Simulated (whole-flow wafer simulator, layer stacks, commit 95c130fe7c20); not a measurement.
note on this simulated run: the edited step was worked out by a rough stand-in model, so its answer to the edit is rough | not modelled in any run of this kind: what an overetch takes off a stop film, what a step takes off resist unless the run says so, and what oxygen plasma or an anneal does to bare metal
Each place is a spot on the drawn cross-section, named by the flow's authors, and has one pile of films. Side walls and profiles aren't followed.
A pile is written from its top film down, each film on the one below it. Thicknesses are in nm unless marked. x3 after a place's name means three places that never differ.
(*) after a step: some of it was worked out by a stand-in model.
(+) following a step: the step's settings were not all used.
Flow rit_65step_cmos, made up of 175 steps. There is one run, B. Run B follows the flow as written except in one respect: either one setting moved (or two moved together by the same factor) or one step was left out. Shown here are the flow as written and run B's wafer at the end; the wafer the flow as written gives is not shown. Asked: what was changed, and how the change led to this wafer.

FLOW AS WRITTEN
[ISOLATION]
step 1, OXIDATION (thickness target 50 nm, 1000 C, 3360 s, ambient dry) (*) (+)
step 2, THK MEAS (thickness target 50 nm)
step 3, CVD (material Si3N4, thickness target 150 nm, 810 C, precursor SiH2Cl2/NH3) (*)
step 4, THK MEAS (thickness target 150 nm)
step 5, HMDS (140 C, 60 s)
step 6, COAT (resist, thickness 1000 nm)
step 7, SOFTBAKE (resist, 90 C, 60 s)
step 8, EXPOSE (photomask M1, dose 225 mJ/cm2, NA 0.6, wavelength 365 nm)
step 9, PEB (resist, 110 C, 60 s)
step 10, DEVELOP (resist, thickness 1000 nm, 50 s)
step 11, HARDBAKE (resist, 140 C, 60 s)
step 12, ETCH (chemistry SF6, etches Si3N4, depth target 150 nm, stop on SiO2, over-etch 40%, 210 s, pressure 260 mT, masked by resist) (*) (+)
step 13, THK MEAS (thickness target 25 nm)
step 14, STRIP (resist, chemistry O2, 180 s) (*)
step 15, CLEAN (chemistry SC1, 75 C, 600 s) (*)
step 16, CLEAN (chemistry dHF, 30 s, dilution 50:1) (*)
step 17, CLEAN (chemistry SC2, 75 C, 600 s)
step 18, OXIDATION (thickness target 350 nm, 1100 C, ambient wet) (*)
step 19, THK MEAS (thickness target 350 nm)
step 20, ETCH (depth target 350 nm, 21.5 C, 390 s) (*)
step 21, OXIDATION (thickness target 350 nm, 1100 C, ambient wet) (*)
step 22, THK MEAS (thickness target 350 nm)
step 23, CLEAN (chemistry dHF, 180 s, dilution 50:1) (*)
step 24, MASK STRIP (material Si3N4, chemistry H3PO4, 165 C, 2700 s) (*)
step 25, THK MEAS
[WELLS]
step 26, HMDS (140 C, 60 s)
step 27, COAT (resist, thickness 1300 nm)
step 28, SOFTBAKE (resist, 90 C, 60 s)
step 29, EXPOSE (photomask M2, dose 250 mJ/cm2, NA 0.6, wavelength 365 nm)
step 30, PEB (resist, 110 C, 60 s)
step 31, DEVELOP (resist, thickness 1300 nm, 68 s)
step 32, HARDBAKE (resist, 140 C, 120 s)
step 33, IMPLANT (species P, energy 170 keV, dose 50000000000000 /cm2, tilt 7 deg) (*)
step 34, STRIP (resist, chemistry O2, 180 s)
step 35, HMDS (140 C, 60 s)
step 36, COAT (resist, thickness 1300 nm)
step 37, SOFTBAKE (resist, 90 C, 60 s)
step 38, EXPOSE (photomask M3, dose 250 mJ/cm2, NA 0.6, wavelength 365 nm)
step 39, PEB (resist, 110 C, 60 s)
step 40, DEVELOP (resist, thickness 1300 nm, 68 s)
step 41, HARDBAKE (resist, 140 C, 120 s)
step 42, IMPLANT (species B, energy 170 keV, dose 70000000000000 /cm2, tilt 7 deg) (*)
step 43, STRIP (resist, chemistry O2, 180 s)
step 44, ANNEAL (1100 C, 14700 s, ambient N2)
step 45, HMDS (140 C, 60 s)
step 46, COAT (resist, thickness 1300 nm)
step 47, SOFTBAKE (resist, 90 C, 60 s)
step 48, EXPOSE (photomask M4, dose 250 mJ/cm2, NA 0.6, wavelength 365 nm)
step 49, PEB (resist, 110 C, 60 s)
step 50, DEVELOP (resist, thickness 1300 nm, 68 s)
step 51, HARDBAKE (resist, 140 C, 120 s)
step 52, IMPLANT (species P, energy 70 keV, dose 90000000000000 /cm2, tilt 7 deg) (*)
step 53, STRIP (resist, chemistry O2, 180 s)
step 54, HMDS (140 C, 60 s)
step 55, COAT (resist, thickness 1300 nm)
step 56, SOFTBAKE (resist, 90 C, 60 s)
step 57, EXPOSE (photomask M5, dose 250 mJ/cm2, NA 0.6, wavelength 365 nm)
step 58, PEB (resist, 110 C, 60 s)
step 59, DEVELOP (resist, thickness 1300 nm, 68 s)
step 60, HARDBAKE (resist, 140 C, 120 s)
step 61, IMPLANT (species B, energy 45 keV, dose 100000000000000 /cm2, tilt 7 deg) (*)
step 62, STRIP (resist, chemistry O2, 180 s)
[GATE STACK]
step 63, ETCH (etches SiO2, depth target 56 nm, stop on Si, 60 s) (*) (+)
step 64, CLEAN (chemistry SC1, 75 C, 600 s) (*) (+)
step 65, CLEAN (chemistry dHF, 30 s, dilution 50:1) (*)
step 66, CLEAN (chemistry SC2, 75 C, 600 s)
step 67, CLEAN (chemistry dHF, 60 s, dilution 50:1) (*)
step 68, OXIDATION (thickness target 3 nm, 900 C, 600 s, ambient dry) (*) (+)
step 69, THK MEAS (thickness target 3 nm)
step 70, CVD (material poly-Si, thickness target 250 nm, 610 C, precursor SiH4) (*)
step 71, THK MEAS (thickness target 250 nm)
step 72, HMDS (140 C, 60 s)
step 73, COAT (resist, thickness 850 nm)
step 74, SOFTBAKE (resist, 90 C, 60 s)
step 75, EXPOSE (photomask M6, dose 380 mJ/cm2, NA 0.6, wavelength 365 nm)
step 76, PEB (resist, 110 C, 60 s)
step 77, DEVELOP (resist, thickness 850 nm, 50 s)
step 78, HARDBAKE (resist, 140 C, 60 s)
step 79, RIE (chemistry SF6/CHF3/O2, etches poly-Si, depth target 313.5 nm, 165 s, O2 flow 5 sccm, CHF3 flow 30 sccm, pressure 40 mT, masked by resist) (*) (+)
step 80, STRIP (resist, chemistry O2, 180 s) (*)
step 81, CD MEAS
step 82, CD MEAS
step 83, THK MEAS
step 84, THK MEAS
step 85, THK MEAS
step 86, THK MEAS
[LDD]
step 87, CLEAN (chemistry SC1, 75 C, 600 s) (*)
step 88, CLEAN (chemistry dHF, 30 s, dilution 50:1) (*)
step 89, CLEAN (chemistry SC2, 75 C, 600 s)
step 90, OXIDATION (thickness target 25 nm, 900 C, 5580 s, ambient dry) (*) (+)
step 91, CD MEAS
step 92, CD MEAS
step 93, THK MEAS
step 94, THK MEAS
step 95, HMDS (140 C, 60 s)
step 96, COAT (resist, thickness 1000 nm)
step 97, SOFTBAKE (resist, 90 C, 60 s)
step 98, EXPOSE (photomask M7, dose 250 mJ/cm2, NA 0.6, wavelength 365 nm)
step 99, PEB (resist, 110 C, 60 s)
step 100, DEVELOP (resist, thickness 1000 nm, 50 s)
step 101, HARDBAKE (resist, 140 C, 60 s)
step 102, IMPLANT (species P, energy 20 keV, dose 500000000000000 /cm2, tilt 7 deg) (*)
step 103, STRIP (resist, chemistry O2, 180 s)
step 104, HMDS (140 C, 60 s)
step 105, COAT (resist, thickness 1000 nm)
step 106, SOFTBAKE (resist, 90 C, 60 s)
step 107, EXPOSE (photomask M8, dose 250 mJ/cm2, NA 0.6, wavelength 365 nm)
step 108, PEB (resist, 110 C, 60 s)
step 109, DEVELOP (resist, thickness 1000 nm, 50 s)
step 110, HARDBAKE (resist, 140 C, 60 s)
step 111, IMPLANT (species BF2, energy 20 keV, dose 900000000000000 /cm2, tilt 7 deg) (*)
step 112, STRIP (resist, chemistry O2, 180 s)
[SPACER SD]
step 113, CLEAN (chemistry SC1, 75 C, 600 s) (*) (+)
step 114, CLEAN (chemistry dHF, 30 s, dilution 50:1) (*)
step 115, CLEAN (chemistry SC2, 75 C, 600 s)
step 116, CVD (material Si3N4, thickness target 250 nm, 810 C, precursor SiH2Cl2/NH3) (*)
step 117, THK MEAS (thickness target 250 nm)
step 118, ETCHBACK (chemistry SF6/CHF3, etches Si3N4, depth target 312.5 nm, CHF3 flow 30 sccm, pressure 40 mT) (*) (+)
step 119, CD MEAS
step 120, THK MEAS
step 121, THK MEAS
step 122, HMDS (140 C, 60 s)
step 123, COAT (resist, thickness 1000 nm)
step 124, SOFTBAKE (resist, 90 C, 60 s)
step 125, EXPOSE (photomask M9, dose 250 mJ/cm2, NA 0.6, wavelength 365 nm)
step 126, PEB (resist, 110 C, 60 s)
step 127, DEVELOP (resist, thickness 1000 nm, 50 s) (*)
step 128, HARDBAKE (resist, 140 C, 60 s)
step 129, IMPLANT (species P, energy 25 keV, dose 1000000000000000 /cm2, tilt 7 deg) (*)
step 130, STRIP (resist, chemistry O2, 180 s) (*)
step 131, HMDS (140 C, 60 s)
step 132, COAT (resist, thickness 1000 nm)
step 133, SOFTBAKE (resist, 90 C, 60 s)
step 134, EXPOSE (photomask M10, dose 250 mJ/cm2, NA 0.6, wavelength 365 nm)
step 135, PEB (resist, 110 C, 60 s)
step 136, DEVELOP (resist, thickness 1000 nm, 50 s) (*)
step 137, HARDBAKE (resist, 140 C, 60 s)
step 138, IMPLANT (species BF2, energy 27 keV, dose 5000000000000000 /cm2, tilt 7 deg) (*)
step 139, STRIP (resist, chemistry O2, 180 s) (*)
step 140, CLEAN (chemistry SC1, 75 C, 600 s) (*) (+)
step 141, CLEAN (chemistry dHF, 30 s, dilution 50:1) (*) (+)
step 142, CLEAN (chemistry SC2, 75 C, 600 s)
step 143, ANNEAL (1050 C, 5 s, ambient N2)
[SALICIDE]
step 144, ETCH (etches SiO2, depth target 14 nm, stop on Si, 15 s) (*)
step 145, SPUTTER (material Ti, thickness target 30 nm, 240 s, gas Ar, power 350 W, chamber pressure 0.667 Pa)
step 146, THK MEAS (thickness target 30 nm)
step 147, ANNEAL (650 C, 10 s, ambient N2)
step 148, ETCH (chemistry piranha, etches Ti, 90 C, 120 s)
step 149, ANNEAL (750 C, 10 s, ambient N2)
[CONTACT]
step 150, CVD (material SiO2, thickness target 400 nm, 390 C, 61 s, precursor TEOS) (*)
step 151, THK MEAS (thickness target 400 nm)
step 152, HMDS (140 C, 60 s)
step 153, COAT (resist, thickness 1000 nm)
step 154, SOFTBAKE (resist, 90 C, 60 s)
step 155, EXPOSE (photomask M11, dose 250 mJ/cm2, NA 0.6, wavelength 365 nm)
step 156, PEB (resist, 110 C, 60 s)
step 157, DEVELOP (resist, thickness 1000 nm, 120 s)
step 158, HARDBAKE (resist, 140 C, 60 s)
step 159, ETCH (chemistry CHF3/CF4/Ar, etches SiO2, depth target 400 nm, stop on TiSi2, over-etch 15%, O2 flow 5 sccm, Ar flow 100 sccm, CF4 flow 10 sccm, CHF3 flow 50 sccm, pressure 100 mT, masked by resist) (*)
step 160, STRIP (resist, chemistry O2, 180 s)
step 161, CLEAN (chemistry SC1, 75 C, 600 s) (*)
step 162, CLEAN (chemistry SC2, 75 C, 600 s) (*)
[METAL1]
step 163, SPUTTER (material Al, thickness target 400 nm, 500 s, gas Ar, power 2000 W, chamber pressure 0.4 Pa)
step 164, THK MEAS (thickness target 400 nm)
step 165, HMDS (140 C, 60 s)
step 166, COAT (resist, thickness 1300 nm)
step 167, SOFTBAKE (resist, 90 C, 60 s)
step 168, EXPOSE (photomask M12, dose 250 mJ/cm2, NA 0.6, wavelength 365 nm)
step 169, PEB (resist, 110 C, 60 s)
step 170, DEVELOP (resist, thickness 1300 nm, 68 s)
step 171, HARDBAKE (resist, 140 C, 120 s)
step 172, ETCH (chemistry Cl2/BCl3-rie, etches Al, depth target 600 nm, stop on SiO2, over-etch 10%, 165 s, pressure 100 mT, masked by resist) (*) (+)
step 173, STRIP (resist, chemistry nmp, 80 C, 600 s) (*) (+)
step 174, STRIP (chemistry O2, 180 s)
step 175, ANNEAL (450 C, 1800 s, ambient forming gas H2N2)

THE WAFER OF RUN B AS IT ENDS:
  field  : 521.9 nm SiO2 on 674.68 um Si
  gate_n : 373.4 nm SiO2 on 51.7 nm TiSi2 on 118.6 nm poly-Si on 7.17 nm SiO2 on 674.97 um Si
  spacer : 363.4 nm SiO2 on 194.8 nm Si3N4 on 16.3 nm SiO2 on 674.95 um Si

The reason: step 102, IMPLANT: dose 200000000000000 /cm2 was run, whereas the flow has dose 500000000000000 /cm2.

The path from the change to this, step by step:
  step 114, CLEAN (chemistry dHF, 30 s, dilution 50:1) (*)
      field, active_n, gate_n, spacer, sd_n, contact, m1: SiO2 loses 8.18 (in the flow as written it would be: SiO2 loses 10.5)
  step 118, ETCHBACK (chemistry SF6/CHF3, etches Si3N4, depth target 312.5 nm, CHF3 flow 30 sccm, pressure 40 mT) (*) (+)
      gate_n: Si3N4 loses 250 (all of it), SiO2 loses 18.7 (all of it), poly-Si loses 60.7 (in the flow as written it would be: Si3N4 loses 250 (all of it), SiO2 loses 16.3 (all of it), poly-Si loses 65.5)
  step 147, ANNEAL (650 C, 10 s, ambient N2)
      gate_n: Ti loses 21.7, TiSi first gains 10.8 (new film), TiSi2 C49 gains 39 (new film), poly-Si loses 42.1 (in the flow as written it would be: Ti loses 21.3, TiSi first gains 9.82 (new film), TiSi2 C49 gains 39.5 (new film), poly-Si loses 41.9)
  step 149, ANNEAL (750 C, 10 s, ambient N2)
      gate_n: TiSi2 gains 51.7 (new film), TiSi first loses 10.7 (all of it), TiSi2 C49 loses 39 (all of it), poly-Si loses 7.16 (in the flow as written it would be: TiSi2 gains 50.8 (new film), TiSi first loses 9.72 (all of it), TiSi2 C49 loses 39.5 (all of it), poly-Si loses 6.48)
